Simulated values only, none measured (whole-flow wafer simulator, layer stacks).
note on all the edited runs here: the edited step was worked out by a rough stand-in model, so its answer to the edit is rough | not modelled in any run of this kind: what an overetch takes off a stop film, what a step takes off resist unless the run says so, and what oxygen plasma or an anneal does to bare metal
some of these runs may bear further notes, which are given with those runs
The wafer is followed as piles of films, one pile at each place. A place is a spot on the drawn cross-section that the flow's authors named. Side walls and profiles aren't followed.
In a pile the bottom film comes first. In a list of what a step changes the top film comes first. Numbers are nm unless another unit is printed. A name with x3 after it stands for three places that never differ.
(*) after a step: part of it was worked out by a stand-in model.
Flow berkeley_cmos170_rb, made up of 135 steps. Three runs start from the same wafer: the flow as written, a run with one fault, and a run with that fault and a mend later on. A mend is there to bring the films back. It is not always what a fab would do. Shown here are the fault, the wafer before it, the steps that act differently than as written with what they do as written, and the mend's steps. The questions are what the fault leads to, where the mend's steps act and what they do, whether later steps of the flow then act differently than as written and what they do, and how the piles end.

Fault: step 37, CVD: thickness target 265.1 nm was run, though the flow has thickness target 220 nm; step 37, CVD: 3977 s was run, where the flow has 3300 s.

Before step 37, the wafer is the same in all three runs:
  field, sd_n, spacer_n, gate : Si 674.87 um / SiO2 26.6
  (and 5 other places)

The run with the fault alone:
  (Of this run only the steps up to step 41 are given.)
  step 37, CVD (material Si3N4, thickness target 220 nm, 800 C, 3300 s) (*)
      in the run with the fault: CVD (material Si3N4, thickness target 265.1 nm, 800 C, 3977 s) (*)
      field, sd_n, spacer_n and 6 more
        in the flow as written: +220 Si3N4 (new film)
        in the run with the fault: +265.1 Si3N4 (new film)
  Later steps of the flow up to step 41 that are run all act as written at every place that is followed.
  After step 41, at field, sd_n, spacer_n and 6 more, the piles differ from the flow's by more than 2% or 0.5 nm, whichever is larger.
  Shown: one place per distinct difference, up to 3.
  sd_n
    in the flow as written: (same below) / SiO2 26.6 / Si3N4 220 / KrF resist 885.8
    in the run with the fault: (same below) / SiO2 26.6 / Si3N4 265.1 / KrF resist 885.8
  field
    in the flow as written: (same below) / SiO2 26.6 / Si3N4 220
    in the run with the fault: (same below) / SiO2 26.6 / Si3N4 265.1

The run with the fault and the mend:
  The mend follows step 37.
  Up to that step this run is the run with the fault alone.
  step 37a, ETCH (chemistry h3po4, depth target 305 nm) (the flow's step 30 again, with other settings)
      field, sd_n, spacer_n and 6 more
        -265.1 Si3N4 (all of it)
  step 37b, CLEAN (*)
      does not change any film at any place that is followed
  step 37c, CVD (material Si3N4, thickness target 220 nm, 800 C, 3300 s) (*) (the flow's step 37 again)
      field, sd_n, spacer_n and 6 more
        +220 Si3N4 (new film)
  Later steps of the flow that are run all act as written at every place that is followed.
  By the end, the piles equal the flow's at every place that both follow.
